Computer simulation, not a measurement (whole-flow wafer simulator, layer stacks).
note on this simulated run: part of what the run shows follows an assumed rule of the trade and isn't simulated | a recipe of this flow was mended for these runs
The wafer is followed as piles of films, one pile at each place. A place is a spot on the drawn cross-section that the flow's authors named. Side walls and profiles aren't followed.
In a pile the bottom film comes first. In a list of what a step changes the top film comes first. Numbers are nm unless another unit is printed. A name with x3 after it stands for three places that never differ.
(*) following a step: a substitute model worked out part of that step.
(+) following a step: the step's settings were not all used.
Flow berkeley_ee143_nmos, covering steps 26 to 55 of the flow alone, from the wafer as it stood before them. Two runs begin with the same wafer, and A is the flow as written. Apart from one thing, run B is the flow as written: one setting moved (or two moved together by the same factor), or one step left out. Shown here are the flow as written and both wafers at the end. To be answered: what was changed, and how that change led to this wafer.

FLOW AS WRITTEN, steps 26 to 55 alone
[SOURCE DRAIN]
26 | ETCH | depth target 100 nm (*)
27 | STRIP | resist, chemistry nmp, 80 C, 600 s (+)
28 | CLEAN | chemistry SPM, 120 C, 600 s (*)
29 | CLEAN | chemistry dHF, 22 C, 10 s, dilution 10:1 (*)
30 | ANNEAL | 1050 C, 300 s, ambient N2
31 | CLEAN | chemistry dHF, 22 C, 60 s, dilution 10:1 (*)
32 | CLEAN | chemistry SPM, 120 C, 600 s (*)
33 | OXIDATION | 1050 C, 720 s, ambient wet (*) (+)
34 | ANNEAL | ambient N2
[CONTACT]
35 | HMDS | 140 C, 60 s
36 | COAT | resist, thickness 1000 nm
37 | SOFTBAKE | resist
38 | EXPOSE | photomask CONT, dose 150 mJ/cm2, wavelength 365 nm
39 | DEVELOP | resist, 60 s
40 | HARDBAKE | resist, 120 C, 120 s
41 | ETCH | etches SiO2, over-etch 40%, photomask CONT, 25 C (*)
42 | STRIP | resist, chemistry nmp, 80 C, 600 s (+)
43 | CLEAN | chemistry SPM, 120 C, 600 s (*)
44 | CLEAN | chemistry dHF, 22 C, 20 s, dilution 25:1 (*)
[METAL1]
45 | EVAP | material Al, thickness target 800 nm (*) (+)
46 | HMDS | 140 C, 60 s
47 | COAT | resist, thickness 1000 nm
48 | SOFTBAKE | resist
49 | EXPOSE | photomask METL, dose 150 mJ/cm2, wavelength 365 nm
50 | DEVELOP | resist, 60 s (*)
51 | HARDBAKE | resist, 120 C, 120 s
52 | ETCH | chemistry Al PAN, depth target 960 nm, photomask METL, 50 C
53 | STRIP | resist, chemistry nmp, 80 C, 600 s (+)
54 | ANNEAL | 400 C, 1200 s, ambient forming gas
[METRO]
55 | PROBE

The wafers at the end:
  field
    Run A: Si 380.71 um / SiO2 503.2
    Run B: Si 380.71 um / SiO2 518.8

What caused this: step 31, CLEAN: 24 s was run, though the flow has 60 s.

Step by step, how the change led to this:
  31 | CLEAN | chemistry dHF, 22 C, 60 s, dilution 10:1 (*)
      field: A -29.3 SiO2 | B -11.7 SiO2
  33 | OXIDATION | 1050 C, 720 s, ambient wet (*) (+)
      field: A +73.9 SiO2, -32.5 Si | B +71.9 SiO2, -31.7 Si
